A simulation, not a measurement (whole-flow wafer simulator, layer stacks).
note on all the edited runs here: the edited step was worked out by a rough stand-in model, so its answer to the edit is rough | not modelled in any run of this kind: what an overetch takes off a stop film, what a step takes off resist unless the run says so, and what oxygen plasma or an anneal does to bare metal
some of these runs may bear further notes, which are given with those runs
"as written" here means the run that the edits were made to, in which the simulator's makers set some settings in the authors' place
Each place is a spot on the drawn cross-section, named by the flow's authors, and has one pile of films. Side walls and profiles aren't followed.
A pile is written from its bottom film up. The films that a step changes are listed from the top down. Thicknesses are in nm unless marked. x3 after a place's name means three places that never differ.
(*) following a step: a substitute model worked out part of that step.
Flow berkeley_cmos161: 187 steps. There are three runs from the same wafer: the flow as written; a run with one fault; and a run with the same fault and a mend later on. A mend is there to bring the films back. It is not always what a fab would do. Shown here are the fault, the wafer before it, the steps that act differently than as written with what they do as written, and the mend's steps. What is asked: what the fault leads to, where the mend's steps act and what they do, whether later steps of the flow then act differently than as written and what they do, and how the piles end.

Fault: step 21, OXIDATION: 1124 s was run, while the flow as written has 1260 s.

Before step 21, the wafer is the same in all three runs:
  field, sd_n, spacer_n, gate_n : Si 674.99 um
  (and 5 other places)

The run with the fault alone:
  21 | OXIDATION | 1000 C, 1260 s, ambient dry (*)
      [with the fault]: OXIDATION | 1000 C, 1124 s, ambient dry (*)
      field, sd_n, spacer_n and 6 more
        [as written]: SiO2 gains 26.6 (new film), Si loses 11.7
        [with the fault]: SiO2 gains 25 (new film), Si loses 11
  Steps further on in the flow that do not act as written:
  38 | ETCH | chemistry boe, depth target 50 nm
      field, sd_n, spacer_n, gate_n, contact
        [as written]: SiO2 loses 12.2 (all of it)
        [with the fault]: SiO2 loses 10.6 (all of it)
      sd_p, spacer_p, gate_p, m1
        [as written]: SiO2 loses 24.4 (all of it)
        [with the fault]: SiO2 loses 22.8 (all of it)
  When the end is reached, the piles differ only a little from the flow's at the places that both follow, at most by 2% or 0.5 nm, whichever is larger.

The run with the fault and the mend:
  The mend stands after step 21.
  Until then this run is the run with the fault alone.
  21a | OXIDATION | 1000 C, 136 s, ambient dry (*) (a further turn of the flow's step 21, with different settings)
      field, sd_n, spacer_n and 6 more
        SiO2 gains 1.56, Si loses 0.69
  Every later step of the flow that is run acts as written at every place that is followed.
  By the end, the piles equal the flow's at every place that both follow.
